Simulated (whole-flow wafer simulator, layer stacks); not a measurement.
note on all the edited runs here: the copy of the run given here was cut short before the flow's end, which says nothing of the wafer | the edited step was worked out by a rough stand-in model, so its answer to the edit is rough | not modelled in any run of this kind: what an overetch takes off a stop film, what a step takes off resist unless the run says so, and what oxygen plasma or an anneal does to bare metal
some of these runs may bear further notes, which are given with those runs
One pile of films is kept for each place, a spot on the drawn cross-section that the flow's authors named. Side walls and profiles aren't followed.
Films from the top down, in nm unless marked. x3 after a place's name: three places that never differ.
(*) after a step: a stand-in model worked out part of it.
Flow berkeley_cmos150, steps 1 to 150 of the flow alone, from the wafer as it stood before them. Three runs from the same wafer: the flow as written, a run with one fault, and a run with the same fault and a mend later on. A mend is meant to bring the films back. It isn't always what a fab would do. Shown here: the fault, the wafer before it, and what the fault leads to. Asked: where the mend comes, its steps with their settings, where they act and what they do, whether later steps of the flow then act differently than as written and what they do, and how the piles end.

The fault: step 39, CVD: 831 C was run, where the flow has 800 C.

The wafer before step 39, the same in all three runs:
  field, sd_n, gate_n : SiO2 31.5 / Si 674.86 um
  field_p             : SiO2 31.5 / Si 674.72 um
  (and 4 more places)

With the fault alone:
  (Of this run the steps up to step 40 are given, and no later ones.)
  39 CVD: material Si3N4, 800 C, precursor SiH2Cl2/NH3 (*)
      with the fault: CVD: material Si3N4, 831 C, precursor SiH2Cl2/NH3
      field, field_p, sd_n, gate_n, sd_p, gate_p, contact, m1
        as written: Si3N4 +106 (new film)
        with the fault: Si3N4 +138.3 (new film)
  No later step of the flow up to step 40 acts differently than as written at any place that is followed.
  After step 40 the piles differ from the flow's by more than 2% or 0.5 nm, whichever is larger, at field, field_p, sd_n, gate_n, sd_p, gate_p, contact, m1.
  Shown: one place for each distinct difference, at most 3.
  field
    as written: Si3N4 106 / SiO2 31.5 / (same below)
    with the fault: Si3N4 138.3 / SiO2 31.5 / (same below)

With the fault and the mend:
  The mend comes after step 39.
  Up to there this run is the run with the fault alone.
  39a HM STRIP: material Si3N4, chemistry H3PO4, 130 C, 1085 s (*) (the flow's step 24 once more, with other settings)
      field, field_p, sd_n, gate_n, sd_p, gate_p, contact, m1
        Si3N4 -32.2
  No later step of the flow acts differently than as written, at any place that is followed, by more than 2% or 0.5 nm, whichever is larger.
  At the end the piles are the same as the flow's at every place that both follow.
